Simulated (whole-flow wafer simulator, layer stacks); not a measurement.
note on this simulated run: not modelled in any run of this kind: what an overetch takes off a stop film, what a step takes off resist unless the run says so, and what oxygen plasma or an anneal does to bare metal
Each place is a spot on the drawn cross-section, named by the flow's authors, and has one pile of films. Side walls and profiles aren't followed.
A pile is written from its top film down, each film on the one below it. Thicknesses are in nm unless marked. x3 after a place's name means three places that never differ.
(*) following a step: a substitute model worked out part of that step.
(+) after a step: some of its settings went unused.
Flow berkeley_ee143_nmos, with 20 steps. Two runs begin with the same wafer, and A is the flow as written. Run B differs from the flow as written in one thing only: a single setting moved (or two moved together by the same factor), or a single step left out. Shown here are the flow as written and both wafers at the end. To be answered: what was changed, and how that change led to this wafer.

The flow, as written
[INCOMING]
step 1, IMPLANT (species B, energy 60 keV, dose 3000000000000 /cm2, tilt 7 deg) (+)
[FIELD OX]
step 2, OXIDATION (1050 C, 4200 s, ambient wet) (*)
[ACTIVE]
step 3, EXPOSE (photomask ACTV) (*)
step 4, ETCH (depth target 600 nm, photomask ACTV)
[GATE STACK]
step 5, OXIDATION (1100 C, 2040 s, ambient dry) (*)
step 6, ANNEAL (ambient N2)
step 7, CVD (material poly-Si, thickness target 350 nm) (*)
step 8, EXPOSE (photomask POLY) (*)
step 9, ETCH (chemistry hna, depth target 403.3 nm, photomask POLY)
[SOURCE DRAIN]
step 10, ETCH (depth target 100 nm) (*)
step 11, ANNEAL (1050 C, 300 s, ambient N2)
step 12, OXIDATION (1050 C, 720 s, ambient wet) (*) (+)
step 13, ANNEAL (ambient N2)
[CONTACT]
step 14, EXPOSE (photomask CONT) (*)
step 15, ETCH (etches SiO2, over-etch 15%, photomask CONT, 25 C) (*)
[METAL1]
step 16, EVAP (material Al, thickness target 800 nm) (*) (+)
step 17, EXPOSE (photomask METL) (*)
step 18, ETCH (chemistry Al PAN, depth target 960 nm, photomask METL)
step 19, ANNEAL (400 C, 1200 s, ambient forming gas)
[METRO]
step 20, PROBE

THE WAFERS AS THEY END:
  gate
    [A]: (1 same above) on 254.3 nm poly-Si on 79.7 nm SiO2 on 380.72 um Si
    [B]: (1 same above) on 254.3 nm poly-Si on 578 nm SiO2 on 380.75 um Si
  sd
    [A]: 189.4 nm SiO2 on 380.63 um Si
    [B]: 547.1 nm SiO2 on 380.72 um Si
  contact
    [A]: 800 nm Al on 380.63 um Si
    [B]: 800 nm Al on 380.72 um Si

What caused this: step 4, ETCH: depth target 600 nm, photomask ACTV, was not run.

How this came from the change, step by step:
  step 5, OXIDATION (1100 C, 2040 s, ambient dry) (*)
      gate, sd, contact: A SiO2 gains 79.7 (new film), Si loses 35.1 | B SiO2 gains 11.6, Si loses 5.1
  step 10, ETCH (depth target 100 nm) (*)
      sd, contact: A SiO2 loses 79.7 (all of it) | B SiO2 loses 100
  step 12, OXIDATION (1050 C, 720 s, ambient wet) (*) (+)
      sd, contact: A SiO2 gains 189.4 (new film), Si loses 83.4 | B SiO2 gains 69.1, Si loses 30.4
  step 15, ETCH (etches SiO2, over-etch 15%, photomask CONT, 25 C) (*)
      contact: A SiO2 loses 189.4 (all of it) | B SiO2 loses 547.1 (all of it)
